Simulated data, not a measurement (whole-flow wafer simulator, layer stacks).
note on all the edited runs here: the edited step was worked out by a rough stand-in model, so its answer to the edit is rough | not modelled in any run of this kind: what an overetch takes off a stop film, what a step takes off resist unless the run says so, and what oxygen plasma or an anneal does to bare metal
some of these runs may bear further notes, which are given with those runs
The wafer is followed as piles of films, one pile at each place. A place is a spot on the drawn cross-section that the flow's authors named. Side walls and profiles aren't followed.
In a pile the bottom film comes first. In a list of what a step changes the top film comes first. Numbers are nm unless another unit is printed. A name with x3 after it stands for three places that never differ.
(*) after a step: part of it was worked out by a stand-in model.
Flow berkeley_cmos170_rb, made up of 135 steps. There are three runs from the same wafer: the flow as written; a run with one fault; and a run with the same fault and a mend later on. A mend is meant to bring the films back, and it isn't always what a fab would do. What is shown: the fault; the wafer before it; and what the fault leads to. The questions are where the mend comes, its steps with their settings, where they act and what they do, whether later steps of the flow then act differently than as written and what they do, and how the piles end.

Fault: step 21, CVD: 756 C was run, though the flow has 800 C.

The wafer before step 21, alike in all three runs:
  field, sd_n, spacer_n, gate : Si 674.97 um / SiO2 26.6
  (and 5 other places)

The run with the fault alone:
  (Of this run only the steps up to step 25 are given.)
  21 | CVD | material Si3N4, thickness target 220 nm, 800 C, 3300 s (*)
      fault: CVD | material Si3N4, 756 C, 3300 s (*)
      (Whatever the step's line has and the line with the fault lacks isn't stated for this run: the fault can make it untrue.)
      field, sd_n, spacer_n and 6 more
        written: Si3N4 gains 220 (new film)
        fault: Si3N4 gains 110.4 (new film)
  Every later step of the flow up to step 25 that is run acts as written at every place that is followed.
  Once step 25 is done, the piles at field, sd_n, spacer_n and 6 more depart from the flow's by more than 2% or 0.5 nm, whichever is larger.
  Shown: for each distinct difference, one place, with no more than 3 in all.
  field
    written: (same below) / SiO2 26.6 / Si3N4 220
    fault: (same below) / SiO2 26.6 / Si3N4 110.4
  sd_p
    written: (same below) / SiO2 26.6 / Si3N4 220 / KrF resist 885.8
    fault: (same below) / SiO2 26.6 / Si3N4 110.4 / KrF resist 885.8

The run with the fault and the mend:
  The mend follows step 21.
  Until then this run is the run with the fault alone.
  21a | CVD | material Si3N4, thickness target 109.6 nm, 800 C, 1644 s (*) (the flow's step 21, run once more with other settings)
      field, sd_n, spacer_n and 6 more
        Si3N4 gains 109.6
  Every later step of the flow that is run acts as written at every place that is followed.
  At every place that both follow, the piles at the end match the flow's.
